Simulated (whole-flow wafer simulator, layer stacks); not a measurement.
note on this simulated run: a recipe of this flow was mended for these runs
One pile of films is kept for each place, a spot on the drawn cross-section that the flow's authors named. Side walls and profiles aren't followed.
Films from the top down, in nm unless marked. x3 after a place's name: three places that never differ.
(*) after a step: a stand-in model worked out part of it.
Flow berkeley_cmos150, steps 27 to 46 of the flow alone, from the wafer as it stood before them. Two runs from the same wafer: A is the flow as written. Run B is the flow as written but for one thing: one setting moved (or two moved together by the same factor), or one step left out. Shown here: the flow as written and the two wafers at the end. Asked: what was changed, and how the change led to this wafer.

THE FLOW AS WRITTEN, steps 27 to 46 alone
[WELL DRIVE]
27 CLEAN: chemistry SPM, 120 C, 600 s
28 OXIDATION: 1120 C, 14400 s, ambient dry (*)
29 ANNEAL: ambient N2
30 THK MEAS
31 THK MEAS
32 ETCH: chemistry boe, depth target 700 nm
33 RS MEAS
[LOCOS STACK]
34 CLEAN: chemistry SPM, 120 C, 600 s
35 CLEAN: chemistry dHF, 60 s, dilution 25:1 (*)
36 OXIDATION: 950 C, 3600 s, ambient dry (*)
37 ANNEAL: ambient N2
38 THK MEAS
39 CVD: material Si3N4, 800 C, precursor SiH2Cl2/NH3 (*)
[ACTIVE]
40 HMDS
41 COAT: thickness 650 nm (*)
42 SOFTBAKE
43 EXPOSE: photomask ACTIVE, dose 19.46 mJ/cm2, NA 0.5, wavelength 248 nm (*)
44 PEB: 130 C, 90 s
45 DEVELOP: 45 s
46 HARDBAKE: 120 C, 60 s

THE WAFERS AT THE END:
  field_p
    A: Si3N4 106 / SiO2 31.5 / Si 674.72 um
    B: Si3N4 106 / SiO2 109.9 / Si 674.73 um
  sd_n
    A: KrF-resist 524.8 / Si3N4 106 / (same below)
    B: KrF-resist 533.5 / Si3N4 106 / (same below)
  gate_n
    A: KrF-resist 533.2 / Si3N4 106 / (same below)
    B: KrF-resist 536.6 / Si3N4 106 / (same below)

The cause: step 32, ETCH: depth target 448 nm was run, where the flow has depth target 700 nm.

How the change led to this, step by step:
  32 ETCH: chemistry boe, depth target 700 nm
      field_p, sd_p, gate_p: A SiO2 -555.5 (all of it) | B SiO2 -448
  34 CLEAN: chemistry SPM, 120 C, 600 s
      field_p, sd_p, gate_p: A chemical SiO2 +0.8 (new film), Si -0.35 | B nothing
  35 CLEAN: chemistry dHF, 60 s, dilution 25:1 (*)
      field_p, sd_p, gate_p: A chemical SiO2 -0.8 (all of it) | B SiO2 -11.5
  36 OXIDATION: 950 C, 3600 s, ambient dry (*)
      field_p, sd_p, gate_p: A SiO2 +31.5 (new film), Si -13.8 | B SiO2 +13.9, Si -6.1
  41 COAT: thickness 650 nm (*)
      field_p: A KrF-resist +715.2 (new film) | B KrF-resist +673 (new film)
      sd_p: A KrF-resist +694.3 (new film) | B KrF-resist +666 (new film)
      (and at 1 more place)
  45 DEVELOP: 45 s
      field_p: A KrF-resist -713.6 (all of it) | B KrF-resist -671.5 (all of it)
  46 HARDBAKE: 120 C, 60 s
      sd_p: A KrF-resist -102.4 | B KrF-resist -98.1
      gate_p: A KrF-resist -101.7 | B KrF-resist -97.9
